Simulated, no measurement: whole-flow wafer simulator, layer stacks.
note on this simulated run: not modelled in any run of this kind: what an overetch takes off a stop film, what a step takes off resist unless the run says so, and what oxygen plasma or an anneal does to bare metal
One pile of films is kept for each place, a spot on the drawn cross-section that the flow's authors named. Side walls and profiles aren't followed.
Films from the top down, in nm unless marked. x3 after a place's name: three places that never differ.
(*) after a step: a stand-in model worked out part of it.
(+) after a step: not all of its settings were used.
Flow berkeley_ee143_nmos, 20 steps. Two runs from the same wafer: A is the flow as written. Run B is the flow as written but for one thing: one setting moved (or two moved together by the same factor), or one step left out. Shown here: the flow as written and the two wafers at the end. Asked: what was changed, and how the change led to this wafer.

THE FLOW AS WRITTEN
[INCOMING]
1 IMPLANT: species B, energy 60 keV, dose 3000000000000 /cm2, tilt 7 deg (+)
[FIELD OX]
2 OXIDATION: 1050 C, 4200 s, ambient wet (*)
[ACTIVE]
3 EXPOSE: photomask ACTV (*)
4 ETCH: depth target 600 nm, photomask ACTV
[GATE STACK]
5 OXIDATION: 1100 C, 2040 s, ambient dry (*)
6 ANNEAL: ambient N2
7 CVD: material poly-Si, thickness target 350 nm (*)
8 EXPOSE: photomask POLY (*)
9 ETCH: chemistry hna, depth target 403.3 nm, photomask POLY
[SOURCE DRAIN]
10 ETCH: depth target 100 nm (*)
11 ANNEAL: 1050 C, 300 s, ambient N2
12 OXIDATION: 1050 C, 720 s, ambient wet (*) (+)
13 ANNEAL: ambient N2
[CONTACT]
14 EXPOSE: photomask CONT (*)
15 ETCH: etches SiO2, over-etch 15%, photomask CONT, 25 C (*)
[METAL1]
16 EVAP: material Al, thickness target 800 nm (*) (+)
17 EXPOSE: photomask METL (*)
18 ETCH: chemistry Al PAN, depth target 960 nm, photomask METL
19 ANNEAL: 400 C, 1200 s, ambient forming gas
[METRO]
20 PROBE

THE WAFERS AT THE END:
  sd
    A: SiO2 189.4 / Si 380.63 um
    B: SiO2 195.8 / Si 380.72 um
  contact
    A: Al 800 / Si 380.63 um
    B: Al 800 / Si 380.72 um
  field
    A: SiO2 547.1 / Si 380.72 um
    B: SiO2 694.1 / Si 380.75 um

The cause: step 9, ETCH: depth target 298.9 nm was run, where the flow has depth target 403.3 nm.

How the change led to this, step by step:
  9 ETCH: chemistry hna, depth target 403.3 nm, photomask POLY
      sd, contact, field: A poly-Si -350 (all of it) | B poly-Si -298.9
  10 ETCH: depth target 100 nm (*)
      sd, contact: A SiO2 -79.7 (all of it) | B nothing
      field: A SiO2 -100 | B nothing
  12 OXIDATION: 1050 C, 720 s, ambient wet (*) (+)
      sd, contact: A SiO2 +189.4 (new film), Si -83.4 | B poly-Si -51.1 (all of it), SiO2 +116.1
      field: A SiO2 +69.1, Si -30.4 | B poly-Si -51.1 (all of it), SiO2 +116.1
  15 ETCH: etches SiO2, over-etch 15%, photomask CONT, 25 C (*)
      contact: A SiO2 -189.4 (all of it) | B SiO2 -195.8 (all of it)
